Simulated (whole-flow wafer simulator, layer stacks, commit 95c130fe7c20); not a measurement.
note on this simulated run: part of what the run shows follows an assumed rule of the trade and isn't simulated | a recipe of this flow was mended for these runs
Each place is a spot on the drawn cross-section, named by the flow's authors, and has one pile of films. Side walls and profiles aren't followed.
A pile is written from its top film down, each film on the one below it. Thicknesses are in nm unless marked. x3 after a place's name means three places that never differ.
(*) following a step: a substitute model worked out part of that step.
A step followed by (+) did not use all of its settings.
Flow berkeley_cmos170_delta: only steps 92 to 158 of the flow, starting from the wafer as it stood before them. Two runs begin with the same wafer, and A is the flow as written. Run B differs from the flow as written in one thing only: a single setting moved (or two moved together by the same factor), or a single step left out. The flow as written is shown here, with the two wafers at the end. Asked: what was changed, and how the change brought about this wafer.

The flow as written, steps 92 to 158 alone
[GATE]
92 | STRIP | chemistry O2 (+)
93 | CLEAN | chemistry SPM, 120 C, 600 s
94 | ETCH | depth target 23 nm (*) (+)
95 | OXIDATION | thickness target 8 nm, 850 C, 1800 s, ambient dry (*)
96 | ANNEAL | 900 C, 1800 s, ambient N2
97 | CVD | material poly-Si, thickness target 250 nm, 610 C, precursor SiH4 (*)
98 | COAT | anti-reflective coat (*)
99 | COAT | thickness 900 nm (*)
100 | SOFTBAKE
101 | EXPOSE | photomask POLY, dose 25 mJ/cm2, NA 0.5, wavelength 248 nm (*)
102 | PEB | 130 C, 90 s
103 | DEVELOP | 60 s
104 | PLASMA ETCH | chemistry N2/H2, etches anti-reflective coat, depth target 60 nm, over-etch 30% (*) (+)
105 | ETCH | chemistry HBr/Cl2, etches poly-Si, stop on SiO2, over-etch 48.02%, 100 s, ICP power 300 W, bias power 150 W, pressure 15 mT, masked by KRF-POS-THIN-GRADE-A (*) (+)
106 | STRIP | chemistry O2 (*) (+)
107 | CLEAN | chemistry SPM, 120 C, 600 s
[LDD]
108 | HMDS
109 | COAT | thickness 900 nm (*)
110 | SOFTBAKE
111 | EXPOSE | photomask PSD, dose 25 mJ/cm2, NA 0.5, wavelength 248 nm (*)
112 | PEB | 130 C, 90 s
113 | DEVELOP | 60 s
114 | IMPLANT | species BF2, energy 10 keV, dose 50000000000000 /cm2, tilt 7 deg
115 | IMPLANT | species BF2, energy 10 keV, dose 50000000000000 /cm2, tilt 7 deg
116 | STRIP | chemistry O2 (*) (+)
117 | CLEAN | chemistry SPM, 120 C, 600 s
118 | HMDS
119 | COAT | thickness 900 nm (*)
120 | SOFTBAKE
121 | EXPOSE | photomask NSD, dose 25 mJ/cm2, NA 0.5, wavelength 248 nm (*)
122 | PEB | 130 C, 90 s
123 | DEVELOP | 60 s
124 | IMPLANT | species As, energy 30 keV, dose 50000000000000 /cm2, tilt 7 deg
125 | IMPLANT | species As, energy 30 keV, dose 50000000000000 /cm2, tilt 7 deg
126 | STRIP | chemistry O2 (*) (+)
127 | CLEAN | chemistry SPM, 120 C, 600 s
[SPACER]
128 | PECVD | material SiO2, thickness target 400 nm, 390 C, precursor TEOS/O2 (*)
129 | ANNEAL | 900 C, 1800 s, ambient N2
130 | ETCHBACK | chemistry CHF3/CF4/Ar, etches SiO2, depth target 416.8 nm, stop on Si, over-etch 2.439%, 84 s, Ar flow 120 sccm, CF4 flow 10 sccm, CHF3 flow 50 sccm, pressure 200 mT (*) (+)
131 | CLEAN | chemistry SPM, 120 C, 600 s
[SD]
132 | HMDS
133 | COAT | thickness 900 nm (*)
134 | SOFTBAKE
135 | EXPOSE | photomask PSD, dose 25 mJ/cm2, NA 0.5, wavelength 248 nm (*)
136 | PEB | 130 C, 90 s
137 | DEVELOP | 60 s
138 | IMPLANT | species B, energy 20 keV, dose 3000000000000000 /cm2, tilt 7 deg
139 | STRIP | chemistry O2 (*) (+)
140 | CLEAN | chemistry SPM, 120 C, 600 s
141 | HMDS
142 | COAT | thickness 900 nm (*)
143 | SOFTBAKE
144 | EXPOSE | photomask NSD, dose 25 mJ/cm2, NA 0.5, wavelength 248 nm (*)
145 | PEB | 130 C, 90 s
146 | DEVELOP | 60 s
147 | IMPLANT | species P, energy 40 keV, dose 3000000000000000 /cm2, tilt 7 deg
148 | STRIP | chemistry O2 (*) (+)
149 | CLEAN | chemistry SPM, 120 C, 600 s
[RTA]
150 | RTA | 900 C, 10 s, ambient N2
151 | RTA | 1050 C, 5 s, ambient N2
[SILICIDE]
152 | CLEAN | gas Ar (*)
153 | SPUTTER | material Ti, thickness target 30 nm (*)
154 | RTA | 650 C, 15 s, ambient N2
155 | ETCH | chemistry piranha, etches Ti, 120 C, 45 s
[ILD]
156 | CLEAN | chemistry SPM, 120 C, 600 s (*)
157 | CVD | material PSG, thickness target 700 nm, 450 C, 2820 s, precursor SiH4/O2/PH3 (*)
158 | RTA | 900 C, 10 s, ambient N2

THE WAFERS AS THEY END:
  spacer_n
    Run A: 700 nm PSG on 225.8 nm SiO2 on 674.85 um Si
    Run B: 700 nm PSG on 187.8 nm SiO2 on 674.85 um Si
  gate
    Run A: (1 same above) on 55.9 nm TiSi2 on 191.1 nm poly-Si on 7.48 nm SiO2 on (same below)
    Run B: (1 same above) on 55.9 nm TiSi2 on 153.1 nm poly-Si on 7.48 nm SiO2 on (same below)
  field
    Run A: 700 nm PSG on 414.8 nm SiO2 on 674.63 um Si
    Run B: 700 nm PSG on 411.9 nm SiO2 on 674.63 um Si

Cause: step 97, CVD: thickness target 212 nm was run, while the flow as written has thickness target 250 nm.

The path from the change to this, step by step:
  97 | CVD | material poly-Si, thickness target 250 nm, 610 C, precursor SiH4 (*)
      field, sd_n, spacer_n and 6 more: A +250 poly-Si (new film) | B +212 poly-Si (new film)
  98 | COAT | anti-reflective coat (*)
      field: A +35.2 anti-reflective coat (new film) | B +36.2 anti-reflective coat (new film)
      contact: A +51.9 anti-reflective coat (new film) | B +53.4 anti-reflective coat (new film)
  104 | PLASMA ETCH | chemistry N2/H2, etches anti-reflective coat, depth target 60 nm, over-etch 30% (*) (+)
      field: A -35.2 anti-reflective coat (all of it), -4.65 poly-Si | B -36.2 anti-reflective coat (all of it), -4.73 poly-Si
      contact: A -51.9 anti-reflective coat (all of it), -4.22 poly-Si | B -53.4 anti-reflective coat (all of it), -4.28 poly-Si
  105 | ETCH | chemistry HBr/Cl2, etches poly-Si, stop on SiO2, over-etch 48.02%, 100 s, ICP power 300 W, bias power 150 W, pressure 15 mT, masked by KRF-POS-THIN-GRADE-A (*) (+)
      field: A -245.4 poly-Si (all of it), -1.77 SiO2 | B -207.3 poly-Si (all of it), -4.7 SiO2
      sd_n: A -248.7 poly-Si (all of it), -1.52 SiO2 | B -210.7 poly-Si (all of it), -4.44 SiO2
      (as well as at 5 more places)
  109 | COAT | thickness 900 nm (*)
      gate: A +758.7 KrF-resist (new film) | B +789.8 KrF-resist (new film)
      gate_p: A +754.5 KrF-resist (new film) | B +784.6 KrF-resist (new film)
  113 | DEVELOP | 60 s
      gate_p: A -752.9 KrF-resist (all of it) | B -782.9 KrF-resist (all of it)
  116 | STRIP | chemistry O2 (*) (+)
      gate: A -742.2 KrF-resist (all of it), +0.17 chemical SiO2 | B -773.2 KrF-resist (all of it), +0.17 chemical SiO2
  119 | COAT | thickness 900 nm (*)
      gate: A +758 KrF-resist (new film) | B +789 KrF-resist (new film)
      gate_p: A +753.6 KrF-resist (new film) | B +783.8 KrF-resist (new film)
  123 | DEVELOP | 60 s
      gate: A -756.3 KrF-resist (all of it) | B -787.2 KrF-resist (all of it)
  126 | STRIP | chemistry O2 (*) (+)
      gate_p: A -737.1 KrF-resist (all of it), +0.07 chemical SiO2 | B -767.2 KrF-resist (all of it), +0.07 chemical SiO2
  130 | ETCHBACK | chemistry CHF3/CF4/Ar, etches SiO2, depth target 416.8 nm, stop on Si, over-etch 2.439%, 84 s, Ar flow 120 sccm, CF4 flow 10 sccm, CHF3 flow 50 sccm, pressure 200 mT (*) (+)
      spacer_n: A -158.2 SiO2 | B -192.4 SiO2
      spacer_p: A -158.2 SiO2 | B -193.4 SiO2
  133 | COAT | thickness 900 nm (*)
      spacer_n: A +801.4 KrF-resist (new film) | B +830.9 KrF-resist (new film)
      gate: A +780.9 KrF-resist (new film) | B +809.5 KrF-resist (new film)
      (as well as at 2 more places)
  137 | DEVELOP | 60 s
      spacer_p: A -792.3 KrF-resist (all of it) | B -820 KrF-resist (all of it)
      gate_p: A -771.7 KrF-resist (all of it) | B -798.6 KrF-resist (all of it)
  139 | STRIP | chemistry O2 (*) (+)
      spacer_n: A -784.8 KrF-resist (all of it) | B -814.1 KrF-resist (all of it)
      gate: A -764.3 KrF-resist (all of it), +0.17 chemical SiO2, -0.08 poly-Si | B -792.8 KrF-resist (all of it), +0.17 chemical SiO2, -0.08 poly-Si
  142 | COAT | thickness 900 nm (*)
      spacer_n: A +801.5 KrF-resist (new film) | B +830.9 KrF-resist (new film)
      gate: A +780.9 KrF-resist (new film) | B +809.4 KrF-resist (new film)
      (as well as at 2 more places)
  146 | DEVELOP | 60 s
      spacer_n: A -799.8 KrF-resist (all of it) | B -829.1 KrF-resist (all of it)
      gate: A -779.2 KrF-resist (all of it) | B -807.7 KrF-resist (all of it)
  148 | STRIP | chemistry O2 (*) (+)
      spacer_p: A -777.5 KrF-resist (all of it) | B -805.1 KrF-resist (all of it)
      gate_p: A -756.6 KrF-resist (all of it), +0.07 chemical SiO2 | B -783.6 KrF-resist (all of it), +0.07 chemical SiO2
